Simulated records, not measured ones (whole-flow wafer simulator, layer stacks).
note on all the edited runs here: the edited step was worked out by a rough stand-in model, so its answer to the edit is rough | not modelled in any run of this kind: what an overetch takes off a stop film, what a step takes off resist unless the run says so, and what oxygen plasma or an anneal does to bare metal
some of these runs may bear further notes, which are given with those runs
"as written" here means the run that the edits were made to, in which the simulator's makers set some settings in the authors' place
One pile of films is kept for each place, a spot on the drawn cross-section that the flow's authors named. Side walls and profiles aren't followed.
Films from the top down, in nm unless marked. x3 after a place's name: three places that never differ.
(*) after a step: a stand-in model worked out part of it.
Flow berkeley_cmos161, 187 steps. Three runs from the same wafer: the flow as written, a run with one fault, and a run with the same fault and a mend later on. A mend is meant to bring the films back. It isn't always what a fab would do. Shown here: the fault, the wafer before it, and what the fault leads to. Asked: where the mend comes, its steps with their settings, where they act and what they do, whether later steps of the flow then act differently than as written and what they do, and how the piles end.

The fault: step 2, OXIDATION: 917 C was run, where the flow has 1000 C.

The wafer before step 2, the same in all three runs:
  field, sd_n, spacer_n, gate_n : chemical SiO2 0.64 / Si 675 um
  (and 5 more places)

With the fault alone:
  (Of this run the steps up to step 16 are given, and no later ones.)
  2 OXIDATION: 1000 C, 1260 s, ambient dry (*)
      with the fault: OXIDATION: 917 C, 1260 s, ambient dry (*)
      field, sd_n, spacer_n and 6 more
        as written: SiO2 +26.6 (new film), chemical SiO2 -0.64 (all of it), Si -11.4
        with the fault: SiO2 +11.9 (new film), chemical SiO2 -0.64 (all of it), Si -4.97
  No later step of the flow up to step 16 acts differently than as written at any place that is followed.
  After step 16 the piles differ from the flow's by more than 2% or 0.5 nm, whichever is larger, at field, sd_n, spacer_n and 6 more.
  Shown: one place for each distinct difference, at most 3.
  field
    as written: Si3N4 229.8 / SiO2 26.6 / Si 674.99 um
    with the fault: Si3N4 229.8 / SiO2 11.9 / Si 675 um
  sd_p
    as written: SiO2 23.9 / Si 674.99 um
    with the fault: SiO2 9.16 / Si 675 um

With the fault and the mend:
  The mend comes after step 3.
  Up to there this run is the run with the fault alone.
  3a OXIDATION: 1000 C, 842 s, ambient dry (*) (the flow's step 2 once more, with other settings)
      field, sd_n, spacer_n and 6 more
        SiO2 +14.6, Si -6.44
  No later step of the flow acts differently than as written, at any place that is followed, by more than 2% or 0.5 nm, whichever is larger.
  At the end the piles are the same as the flow's at every place that both follow.
